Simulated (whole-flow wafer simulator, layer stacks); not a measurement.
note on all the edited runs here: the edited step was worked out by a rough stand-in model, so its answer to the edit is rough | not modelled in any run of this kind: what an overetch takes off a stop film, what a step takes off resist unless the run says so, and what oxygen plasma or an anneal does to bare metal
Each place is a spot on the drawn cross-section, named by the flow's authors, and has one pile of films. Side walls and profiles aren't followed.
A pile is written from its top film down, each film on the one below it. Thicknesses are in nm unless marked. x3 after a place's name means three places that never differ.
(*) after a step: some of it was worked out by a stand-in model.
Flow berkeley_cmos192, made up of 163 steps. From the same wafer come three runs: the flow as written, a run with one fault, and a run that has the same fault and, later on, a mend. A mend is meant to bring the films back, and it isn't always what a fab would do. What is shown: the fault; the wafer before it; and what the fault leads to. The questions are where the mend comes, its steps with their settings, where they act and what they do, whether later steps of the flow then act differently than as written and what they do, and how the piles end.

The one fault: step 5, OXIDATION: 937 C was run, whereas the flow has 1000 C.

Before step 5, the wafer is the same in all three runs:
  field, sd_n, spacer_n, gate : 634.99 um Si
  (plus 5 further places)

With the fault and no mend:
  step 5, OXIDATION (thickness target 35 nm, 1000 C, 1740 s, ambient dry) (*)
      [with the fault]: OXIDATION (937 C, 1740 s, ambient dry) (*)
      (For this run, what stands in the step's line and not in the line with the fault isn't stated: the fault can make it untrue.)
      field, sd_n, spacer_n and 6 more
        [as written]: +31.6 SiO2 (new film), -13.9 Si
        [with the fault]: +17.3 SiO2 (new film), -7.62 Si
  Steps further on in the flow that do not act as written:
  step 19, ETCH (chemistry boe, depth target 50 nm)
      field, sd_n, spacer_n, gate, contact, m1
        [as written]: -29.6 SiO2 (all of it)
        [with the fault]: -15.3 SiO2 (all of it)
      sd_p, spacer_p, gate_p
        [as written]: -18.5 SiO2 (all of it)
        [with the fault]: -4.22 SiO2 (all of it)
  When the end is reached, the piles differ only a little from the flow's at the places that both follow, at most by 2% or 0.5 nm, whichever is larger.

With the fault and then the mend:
  The mend stands after step 6.
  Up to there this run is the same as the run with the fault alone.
  step 6a, OXIDATION (1000 C, 1039 s, ambient dry) (*) (the flow's step 5, run once more with other settings)
      field, sd_n, spacer_n and 6 more
        +14.4 SiO2, -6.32 Si
  Later steps of the flow that are run all act as written at every place that is followed, up to a difference of at most 2% or 0.5 nm, whichever is larger.
  At every place that both follow, the piles at the end match the flow's.
